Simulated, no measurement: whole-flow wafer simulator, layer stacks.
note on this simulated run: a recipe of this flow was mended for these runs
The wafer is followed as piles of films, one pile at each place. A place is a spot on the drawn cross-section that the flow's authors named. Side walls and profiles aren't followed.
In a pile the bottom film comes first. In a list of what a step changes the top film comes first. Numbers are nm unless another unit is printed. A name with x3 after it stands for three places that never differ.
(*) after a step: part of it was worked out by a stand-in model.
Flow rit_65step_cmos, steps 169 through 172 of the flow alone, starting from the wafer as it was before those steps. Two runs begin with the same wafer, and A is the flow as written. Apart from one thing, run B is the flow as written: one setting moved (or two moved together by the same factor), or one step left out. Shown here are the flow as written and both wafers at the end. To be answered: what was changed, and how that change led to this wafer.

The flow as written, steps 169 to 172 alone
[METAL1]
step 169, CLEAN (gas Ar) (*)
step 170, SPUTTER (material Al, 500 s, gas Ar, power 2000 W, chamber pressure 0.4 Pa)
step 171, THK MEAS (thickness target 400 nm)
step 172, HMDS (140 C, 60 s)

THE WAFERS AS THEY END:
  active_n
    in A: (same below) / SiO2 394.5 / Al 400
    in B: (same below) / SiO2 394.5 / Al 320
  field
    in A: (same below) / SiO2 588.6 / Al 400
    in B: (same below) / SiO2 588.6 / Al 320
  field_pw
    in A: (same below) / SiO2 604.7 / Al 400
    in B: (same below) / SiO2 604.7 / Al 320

The reason: step 170, SPUTTER: 400 s was run, whereas the flow has 500 s.

How this came from the change, step by step:
  step 170, SPUTTER (material Al, 500 s, gas Ar, power 2000 W, chamber pressure 0.4 Pa)
      field, field_pw, field_nw and 10 more: A +400 Al (new film) | B +320 Al (new film)
      contact: A +255.4 Al (new film) | B +207.8 Al (new film)
